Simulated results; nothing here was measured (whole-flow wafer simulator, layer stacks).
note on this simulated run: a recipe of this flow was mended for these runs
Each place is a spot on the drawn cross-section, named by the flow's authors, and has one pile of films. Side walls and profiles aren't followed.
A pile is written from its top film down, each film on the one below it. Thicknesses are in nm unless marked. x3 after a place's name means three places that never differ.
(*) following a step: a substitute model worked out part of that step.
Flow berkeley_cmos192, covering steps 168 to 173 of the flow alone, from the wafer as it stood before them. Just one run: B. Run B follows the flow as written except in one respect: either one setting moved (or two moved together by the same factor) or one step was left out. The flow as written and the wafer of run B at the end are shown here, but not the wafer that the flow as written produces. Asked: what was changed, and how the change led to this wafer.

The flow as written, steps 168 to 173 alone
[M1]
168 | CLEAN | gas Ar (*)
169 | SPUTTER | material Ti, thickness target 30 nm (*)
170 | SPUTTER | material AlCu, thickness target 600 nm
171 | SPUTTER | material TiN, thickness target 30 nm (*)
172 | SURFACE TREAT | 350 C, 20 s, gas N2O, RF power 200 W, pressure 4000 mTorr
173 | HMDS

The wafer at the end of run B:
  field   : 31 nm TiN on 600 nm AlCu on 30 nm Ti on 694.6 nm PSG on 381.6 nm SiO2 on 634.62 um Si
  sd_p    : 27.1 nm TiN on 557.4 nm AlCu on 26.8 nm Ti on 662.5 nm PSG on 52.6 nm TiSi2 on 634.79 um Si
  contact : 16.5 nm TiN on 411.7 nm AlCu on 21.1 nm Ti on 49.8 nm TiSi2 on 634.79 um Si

Cause: step 171, SPUTTER: thickness target 31 nm was run, while the flow as written has thickness target 30 nm.
One can read it off the wafer: field has TiN 31, and step 171 as written asks for 30 nm.

Step by step, how the change led to this:
  171 | SPUTTER | material TiN, thickness target 30 nm (*)
      field, sd_n, spacer_n, gate, spacer_p, gate_p, m1: TiN gains 31 (new film) (it would be, as written: TiN gains 30 (new film))
      sd_p: TiN gains 27.1 (new film) (it would be, as written: TiN gains 26.2 (new film))
